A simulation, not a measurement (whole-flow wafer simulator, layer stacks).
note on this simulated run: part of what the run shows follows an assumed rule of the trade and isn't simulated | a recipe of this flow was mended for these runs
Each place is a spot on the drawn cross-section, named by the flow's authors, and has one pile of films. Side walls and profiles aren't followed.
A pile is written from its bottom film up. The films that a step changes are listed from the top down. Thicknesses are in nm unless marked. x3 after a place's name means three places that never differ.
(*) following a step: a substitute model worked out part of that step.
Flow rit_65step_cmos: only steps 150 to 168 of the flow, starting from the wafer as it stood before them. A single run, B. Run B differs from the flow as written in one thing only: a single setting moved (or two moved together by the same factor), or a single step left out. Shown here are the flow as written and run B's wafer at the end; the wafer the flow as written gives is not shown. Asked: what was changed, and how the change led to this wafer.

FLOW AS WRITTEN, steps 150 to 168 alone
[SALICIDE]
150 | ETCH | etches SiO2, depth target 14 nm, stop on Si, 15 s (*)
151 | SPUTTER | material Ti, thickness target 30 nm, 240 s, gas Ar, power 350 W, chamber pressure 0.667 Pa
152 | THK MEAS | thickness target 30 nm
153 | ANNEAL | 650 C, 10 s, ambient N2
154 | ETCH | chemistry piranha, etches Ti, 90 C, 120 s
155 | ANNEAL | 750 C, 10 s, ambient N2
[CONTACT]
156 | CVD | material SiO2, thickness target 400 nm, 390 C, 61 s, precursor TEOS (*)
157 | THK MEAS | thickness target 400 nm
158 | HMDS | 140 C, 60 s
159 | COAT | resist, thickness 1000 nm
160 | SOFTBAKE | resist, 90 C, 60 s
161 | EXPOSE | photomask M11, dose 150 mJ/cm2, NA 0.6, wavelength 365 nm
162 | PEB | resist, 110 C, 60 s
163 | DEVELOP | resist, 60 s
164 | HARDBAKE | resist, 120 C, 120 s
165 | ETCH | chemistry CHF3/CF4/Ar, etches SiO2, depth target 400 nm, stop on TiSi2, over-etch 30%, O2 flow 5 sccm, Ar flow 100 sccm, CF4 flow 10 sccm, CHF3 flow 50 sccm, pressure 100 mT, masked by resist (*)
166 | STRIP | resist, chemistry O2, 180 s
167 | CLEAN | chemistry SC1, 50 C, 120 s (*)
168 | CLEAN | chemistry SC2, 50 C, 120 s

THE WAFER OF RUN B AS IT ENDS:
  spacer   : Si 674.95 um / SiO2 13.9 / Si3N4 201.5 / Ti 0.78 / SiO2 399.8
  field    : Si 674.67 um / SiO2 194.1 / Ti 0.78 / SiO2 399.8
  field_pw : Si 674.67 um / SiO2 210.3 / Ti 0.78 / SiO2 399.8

Cause: step 154, ETCH: 31 s was run, while the flow as written has 120 s.

The path from the change to this, step by step:
  154 | ETCH | chemistry piranha, etches Ti, 90 C, 120 s
      field, field_pw, field_nw, field_p, spacer, spacer_p: -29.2 Ti (it would be, as written: -30 Ti (all of it))
  156 | CVD | material SiO2, thickness target 400 nm, 390 C, 61 s, precursor TEOS (*)
      field, field_pw, field_nw, field_p: +400 SiO2 (new film) (it would be, as written: +400 SiO2)
Taking metal films that touch as one body, spacer has 1 body; the flow as written gives 0 bodies.
Taking metal films that touch as one body, field has 1 body; the flow as written gives 0 bodies.
Taking metal films that touch as one body, field_pw has 1 body; the flow as written gives 0 bodies.
